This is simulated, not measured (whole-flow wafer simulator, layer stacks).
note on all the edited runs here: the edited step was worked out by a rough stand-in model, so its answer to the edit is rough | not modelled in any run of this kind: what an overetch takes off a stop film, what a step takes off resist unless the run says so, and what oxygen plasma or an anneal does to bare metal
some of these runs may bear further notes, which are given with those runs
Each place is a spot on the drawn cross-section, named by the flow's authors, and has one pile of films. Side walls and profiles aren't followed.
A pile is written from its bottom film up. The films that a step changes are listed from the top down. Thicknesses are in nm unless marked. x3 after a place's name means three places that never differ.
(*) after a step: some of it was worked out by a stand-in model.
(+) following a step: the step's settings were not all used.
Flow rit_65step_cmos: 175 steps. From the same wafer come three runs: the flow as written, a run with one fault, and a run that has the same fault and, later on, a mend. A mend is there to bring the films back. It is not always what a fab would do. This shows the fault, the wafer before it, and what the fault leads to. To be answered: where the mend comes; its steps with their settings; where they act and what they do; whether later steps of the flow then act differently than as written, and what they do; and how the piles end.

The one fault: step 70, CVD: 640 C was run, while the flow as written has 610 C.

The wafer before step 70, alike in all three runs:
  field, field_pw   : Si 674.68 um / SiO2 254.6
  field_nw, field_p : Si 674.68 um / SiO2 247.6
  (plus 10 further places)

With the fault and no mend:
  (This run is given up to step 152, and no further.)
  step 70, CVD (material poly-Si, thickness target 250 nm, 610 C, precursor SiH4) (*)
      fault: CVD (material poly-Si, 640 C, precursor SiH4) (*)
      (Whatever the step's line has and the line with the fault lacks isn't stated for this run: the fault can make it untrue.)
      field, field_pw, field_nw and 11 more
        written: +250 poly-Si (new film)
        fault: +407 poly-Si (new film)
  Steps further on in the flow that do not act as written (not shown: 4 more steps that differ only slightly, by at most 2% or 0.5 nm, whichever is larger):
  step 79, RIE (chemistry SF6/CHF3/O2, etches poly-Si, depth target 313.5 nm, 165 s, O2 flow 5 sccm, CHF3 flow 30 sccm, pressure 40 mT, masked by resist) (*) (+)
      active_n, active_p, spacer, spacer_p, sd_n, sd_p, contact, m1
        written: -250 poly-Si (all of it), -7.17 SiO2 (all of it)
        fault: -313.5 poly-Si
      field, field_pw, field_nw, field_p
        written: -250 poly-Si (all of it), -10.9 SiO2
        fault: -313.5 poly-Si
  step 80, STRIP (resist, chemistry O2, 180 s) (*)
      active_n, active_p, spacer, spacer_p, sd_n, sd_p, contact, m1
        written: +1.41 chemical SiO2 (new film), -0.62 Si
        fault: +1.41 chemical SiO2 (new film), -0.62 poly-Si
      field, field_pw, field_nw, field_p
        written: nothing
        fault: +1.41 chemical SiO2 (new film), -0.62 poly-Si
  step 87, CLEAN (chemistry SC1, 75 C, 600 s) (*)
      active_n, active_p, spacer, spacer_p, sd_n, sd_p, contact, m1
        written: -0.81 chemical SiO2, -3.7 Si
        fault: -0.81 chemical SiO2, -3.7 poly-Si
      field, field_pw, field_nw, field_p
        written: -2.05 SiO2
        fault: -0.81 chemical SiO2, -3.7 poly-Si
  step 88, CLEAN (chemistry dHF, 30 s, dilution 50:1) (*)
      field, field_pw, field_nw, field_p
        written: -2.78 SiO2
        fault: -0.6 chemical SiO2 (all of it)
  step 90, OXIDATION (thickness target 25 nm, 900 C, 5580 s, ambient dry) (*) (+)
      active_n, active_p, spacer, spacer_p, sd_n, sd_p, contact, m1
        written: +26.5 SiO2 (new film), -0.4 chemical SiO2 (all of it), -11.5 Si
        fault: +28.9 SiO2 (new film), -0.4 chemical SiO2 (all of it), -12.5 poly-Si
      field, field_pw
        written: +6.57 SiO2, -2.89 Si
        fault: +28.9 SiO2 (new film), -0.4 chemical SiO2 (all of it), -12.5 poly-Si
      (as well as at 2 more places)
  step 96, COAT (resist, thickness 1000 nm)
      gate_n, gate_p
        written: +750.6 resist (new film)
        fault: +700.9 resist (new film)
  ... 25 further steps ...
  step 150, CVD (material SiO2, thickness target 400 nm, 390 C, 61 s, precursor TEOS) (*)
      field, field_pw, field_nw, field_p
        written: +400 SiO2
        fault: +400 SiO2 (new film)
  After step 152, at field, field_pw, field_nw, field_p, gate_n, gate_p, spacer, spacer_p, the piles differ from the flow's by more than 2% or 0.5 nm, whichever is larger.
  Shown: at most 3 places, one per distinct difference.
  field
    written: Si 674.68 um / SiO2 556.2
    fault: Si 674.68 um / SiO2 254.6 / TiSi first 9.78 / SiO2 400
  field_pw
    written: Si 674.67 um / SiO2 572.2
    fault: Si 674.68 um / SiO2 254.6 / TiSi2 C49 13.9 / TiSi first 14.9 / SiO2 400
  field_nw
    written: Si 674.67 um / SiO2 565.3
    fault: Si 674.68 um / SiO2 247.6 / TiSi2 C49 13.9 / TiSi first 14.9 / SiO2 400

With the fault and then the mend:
  The mend stands after step 71.
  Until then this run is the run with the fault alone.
  step 71a, ETCH (chemistry tmah, depth target 468 nm)
      field, field_pw, field_nw and 11 more
        -407 poly-Si (all of it)
  step 71b, CLEAN (chemistry SC2, 75 C, 600 s) (a further turn of the flow's step 66)
      leaves every film unchanged at each place that is followed
  step 71c, CVD (material poly-Si, thickness target 250 nm, 610 C, precursor SiH4) (*) (a further turn of the flow's step 70)
      field, field_pw, field_nw and 11 more
        +250 poly-Si (new film)
  None of the later steps of the flow acts differently than as written at any place that is followed.
  The piles end the same as the flow's at every place that both follow.
